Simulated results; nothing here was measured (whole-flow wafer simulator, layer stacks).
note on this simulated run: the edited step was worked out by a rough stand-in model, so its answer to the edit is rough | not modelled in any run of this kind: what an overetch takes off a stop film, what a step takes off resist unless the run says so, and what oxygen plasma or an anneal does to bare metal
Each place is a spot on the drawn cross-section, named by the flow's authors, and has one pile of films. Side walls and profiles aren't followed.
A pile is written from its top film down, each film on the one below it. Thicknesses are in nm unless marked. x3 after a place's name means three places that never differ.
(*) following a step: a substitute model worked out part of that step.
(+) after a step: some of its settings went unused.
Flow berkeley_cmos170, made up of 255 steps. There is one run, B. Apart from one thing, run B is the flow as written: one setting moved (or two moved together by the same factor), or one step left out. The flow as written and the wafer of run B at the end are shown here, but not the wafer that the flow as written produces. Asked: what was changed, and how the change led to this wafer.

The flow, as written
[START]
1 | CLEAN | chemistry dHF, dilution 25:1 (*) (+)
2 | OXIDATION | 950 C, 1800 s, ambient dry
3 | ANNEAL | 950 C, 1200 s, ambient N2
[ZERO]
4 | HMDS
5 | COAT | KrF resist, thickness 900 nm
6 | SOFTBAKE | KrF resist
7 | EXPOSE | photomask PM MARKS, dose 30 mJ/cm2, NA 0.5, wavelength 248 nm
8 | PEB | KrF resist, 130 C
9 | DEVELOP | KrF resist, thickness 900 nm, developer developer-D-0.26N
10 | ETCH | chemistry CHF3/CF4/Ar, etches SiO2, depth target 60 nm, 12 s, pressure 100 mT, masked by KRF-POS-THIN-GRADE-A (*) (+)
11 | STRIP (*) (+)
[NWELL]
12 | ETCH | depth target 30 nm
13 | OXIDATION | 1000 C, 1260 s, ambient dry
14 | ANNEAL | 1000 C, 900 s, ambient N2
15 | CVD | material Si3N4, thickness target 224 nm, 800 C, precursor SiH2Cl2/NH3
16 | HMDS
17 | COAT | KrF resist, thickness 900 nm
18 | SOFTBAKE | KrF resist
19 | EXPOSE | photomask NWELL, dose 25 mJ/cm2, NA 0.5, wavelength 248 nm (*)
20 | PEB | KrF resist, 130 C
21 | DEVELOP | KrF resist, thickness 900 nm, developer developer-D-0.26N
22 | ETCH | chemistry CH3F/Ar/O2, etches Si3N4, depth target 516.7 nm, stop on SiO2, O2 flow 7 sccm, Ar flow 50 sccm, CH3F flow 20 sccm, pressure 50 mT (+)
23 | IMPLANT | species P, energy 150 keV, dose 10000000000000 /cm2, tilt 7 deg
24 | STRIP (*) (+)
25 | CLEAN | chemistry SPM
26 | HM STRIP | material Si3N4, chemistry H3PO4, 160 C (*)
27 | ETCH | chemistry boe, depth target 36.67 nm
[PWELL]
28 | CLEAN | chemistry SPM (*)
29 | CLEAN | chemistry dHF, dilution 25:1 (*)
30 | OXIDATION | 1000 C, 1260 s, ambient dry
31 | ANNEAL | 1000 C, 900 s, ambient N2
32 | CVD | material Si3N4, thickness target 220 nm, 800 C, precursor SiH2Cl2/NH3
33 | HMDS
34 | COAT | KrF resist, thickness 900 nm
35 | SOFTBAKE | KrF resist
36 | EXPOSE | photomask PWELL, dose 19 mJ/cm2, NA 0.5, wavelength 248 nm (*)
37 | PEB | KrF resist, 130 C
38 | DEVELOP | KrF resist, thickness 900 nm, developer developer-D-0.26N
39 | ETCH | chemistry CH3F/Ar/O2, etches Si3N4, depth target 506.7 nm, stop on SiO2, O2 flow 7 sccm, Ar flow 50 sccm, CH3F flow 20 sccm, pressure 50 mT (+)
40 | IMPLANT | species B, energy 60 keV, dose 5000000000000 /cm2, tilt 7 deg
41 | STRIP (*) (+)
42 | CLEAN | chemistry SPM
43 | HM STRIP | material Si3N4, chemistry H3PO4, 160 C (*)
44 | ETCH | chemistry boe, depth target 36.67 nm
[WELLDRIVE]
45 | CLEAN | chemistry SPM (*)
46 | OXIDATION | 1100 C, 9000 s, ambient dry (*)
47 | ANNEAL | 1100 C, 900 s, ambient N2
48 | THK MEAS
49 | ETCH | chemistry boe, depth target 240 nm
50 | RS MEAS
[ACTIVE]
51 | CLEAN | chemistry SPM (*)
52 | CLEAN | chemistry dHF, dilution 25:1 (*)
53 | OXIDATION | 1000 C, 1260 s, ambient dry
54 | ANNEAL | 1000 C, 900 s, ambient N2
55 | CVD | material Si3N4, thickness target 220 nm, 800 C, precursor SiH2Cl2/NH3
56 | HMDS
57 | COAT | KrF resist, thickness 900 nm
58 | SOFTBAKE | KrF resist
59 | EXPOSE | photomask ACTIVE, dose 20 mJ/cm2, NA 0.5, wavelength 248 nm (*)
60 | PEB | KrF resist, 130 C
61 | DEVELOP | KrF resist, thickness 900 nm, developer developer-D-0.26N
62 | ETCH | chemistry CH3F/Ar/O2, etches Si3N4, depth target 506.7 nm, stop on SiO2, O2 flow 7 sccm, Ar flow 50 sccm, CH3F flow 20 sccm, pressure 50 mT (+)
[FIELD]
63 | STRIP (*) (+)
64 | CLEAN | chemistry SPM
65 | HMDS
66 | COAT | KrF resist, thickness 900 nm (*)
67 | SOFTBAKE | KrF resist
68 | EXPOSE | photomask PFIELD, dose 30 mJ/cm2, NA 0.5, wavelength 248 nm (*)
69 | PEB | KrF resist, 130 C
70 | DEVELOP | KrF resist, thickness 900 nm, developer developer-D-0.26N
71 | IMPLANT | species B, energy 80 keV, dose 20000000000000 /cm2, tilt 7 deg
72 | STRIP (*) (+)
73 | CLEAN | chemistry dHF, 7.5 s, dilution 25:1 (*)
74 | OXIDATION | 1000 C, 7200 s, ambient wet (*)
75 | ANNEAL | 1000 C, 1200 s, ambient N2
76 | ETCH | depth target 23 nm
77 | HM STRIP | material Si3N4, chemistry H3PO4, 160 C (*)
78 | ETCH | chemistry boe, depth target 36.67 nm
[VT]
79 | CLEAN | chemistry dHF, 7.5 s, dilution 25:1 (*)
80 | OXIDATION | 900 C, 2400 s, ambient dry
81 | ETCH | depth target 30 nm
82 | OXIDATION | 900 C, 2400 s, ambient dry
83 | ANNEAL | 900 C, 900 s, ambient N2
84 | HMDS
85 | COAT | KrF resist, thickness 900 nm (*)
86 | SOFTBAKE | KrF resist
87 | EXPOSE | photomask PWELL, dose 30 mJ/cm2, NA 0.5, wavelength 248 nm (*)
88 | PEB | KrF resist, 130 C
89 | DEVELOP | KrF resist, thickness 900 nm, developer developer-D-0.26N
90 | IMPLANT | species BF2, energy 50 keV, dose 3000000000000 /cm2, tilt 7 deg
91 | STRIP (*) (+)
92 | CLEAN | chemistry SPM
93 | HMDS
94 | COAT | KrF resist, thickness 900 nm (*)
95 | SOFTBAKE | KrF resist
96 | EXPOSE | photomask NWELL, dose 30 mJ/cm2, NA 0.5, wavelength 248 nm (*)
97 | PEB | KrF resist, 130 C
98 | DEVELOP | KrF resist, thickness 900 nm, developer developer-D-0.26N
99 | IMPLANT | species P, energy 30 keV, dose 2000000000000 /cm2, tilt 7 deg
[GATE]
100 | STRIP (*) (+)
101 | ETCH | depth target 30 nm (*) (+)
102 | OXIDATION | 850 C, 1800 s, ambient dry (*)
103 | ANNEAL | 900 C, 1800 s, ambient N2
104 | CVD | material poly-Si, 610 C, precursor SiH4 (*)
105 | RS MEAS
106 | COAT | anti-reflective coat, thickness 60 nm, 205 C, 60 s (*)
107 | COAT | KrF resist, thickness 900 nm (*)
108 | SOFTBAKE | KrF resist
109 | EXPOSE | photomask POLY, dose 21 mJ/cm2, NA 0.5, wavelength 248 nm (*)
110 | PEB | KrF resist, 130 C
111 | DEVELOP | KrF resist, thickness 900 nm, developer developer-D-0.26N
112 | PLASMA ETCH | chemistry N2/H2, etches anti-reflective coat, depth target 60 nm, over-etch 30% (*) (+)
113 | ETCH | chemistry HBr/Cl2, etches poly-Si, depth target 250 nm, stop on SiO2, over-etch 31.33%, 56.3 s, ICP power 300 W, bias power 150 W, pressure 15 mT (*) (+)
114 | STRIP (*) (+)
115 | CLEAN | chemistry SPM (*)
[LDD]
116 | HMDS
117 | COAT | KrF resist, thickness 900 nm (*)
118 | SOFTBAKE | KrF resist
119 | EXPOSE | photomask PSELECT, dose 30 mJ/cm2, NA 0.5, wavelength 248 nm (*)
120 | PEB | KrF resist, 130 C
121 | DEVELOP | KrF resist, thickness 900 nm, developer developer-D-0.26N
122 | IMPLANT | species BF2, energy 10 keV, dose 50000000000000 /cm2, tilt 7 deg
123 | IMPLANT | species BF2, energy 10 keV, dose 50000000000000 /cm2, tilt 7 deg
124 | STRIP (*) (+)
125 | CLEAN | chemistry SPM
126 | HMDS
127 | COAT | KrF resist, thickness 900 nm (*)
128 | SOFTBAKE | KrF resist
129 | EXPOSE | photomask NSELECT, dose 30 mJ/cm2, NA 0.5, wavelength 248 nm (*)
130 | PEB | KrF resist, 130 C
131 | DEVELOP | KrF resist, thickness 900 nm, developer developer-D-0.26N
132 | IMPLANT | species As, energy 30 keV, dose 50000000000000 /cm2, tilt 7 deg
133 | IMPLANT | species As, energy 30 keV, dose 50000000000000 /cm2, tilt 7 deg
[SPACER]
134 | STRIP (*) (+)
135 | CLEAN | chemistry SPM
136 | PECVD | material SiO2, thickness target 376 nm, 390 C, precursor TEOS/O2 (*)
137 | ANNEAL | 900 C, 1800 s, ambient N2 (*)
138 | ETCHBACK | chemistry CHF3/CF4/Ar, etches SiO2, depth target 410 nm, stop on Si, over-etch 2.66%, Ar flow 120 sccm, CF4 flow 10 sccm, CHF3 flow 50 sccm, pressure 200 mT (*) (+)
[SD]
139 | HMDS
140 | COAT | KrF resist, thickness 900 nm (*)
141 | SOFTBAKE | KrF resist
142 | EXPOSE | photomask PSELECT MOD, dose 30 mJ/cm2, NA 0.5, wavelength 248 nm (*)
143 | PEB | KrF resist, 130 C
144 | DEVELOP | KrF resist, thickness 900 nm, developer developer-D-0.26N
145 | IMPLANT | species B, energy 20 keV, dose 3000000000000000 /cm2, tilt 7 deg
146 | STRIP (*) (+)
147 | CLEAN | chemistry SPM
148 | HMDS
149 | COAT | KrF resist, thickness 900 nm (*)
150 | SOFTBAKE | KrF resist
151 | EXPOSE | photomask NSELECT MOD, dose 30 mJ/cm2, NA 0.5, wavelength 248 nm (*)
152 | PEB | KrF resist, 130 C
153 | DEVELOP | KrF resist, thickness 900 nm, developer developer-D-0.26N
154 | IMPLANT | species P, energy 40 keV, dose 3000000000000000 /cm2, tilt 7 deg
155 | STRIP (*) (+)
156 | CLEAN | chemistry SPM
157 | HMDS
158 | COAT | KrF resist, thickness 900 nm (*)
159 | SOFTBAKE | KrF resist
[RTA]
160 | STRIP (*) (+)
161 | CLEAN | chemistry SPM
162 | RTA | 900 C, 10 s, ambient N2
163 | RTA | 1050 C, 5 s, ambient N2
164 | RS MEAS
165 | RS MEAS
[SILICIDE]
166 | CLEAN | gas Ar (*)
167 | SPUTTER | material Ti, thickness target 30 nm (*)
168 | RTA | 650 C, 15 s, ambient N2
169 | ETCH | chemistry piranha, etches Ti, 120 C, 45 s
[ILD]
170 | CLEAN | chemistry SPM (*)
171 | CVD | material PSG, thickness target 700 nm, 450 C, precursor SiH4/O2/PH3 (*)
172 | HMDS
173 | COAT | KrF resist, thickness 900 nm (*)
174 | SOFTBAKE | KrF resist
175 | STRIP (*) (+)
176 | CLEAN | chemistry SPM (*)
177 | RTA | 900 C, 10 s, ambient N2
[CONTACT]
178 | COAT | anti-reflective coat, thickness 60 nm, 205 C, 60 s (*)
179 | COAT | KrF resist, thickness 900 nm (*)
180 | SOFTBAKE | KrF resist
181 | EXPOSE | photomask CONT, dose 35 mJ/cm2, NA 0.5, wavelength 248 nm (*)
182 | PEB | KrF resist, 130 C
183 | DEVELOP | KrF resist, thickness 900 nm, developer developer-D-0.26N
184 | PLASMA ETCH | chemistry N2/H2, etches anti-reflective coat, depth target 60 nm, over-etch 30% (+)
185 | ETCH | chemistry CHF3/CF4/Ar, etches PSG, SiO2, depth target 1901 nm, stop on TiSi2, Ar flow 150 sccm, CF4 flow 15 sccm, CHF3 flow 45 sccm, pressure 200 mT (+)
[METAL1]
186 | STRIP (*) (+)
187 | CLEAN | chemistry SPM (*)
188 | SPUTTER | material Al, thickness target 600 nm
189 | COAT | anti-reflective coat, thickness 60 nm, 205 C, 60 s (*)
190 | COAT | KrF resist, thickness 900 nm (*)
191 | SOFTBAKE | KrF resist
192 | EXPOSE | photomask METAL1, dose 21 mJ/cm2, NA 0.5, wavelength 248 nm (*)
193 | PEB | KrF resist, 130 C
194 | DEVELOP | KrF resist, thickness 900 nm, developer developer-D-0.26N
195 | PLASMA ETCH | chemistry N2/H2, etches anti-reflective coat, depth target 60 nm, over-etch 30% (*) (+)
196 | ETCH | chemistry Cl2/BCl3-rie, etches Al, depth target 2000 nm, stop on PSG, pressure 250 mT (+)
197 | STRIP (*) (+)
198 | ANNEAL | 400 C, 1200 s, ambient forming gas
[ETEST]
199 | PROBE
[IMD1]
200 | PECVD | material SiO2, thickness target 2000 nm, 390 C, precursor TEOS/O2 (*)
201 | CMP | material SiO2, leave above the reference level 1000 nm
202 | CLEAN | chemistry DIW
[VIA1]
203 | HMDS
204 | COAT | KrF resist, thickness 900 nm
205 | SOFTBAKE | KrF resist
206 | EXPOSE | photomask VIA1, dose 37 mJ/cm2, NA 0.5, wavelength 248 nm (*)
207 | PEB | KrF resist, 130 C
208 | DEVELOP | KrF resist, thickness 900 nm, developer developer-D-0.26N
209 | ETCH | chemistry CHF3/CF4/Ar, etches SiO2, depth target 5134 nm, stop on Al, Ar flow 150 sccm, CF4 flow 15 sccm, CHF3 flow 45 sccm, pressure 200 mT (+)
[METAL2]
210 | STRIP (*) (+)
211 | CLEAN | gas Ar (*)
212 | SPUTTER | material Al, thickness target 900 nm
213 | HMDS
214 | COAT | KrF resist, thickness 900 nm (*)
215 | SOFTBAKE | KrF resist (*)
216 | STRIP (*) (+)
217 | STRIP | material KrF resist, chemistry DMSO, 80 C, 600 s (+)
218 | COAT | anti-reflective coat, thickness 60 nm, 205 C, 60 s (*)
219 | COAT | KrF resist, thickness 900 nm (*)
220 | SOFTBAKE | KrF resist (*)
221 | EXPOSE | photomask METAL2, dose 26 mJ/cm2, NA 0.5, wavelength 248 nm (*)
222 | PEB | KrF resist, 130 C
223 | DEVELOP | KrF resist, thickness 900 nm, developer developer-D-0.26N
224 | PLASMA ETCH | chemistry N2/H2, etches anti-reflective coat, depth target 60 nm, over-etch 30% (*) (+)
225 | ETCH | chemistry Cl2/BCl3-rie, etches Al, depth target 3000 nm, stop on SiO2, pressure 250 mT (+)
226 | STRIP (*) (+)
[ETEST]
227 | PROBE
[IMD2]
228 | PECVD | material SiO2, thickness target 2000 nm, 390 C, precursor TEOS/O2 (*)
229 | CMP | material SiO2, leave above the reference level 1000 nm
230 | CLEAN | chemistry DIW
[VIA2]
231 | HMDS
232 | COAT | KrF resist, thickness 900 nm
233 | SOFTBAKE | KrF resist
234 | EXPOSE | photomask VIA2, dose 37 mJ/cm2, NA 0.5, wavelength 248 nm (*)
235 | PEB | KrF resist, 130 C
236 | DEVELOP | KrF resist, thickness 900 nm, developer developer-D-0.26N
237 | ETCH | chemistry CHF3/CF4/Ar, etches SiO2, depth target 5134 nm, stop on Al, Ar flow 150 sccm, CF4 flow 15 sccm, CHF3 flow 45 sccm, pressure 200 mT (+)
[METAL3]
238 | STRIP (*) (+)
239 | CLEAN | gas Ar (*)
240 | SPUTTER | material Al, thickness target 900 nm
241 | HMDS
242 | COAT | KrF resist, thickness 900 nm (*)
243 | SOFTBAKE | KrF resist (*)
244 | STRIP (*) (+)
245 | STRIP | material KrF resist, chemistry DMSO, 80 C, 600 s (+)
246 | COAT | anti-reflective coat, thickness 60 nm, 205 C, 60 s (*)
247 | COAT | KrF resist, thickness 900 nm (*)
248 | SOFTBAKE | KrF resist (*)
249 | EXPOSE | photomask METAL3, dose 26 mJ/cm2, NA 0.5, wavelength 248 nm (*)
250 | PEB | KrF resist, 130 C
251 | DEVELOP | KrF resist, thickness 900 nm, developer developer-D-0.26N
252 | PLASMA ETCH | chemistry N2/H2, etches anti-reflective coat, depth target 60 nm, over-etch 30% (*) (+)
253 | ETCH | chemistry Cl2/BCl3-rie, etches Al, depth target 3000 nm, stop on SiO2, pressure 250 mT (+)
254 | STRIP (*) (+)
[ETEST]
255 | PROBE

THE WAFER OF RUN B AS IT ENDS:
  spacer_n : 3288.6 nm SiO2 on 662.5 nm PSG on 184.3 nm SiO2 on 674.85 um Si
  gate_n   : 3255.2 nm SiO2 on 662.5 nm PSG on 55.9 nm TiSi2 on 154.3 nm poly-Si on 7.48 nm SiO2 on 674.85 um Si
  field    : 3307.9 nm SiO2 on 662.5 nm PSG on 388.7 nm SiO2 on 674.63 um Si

Cause: step 137, ANNEAL: 720 C was run, while the flow as written has 900 C.

Step by step, how the change led to this:
  137 | ANNEAL | 900 C, 1800 s, ambient N2 (*)
      field, sd_n, spacer_n and 9 more: SiO2 loses 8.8 (it would be, as written: SiO2 loses 16.9)
  138 | ETCHBACK | chemistry CHF3/CF4/Ar, etches SiO2, depth target 410 nm, stop on Si, over-etch 2.66%, Ar flow 120 sccm, CF4 flow 10 sccm, CHF3 flow 50 sccm, pressure 200 mT (*) (+)
      sd_n, sd_p, contact, m1, via1, m2, via2: SiO2 loses 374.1 (all of it) (it would be, as written: SiO2 loses 366 (all of it))
      gate_n, gate_p: SiO2 loses 367.2 (all of it), chemical SiO2 loses 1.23 (all of it), poly-Si loses 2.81 (it would be, as written: SiO2 loses 359.1 (all of it), chemical SiO2 loses 1.23 (all of it), poly-Si loses 3.55)
  178 | COAT | anti-reflective coat, thickness 60 nm, 205 C, 60 s (*)
      sd_n: anti-reflective coat gains 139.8 (new film) (it would be, as written: anti-reflective coat gains 135.1 (new film))
      spacer_n: anti-reflective coat gains 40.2 (new film) (it would be, as written: anti-reflective coat gains 41.2 (new film))
      (and at 3 other places as well)
  186 | STRIP (*) (+)
      sd_n: KrF resist loses 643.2 (all of it), anti-reflective coat loses 139.8 (all of it) (it would be, as written: KrF resist loses 643.8 (all of it), anti-reflective coat loses 135.1 (all of it))
      spacer_n: KrF resist loses 597.2 (all of it), anti-reflective coat loses 40.2 (all of it) (it would be, as written: KrF resist loses 599.1 (all of it), anti-reflective coat loses 41.2 (all of it))
      (and at 3 other places as well)
  189 | COAT | anti-reflective coat, thickness 60 nm, 205 C, 60 s (*)
      spacer_n: anti-reflective coat gains 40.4 (new film) (it would be, as written: anti-reflective coat gains 41.9 (new film))
      gate_n: anti-reflective coat gains 50.4 (new film) (it would be, as written: anti-reflective coat gains 48 (new film))
      (and at 2 other places as well)
  195 | PLASMA ETCH | chemistry N2/H2, etches anti-reflective coat, depth target 60 nm, over-etch 30% (*) (+)
      spacer_n: anti-reflective coat loses 40.4 (all of it) (it would be, as written: anti-reflective coat loses 41.9 (all of it))
      gate_n: anti-reflective coat loses 50.4 (all of it) (it would be, as written: anti-reflective coat loses 48 (all of it))
      (and at 2 other places as well)
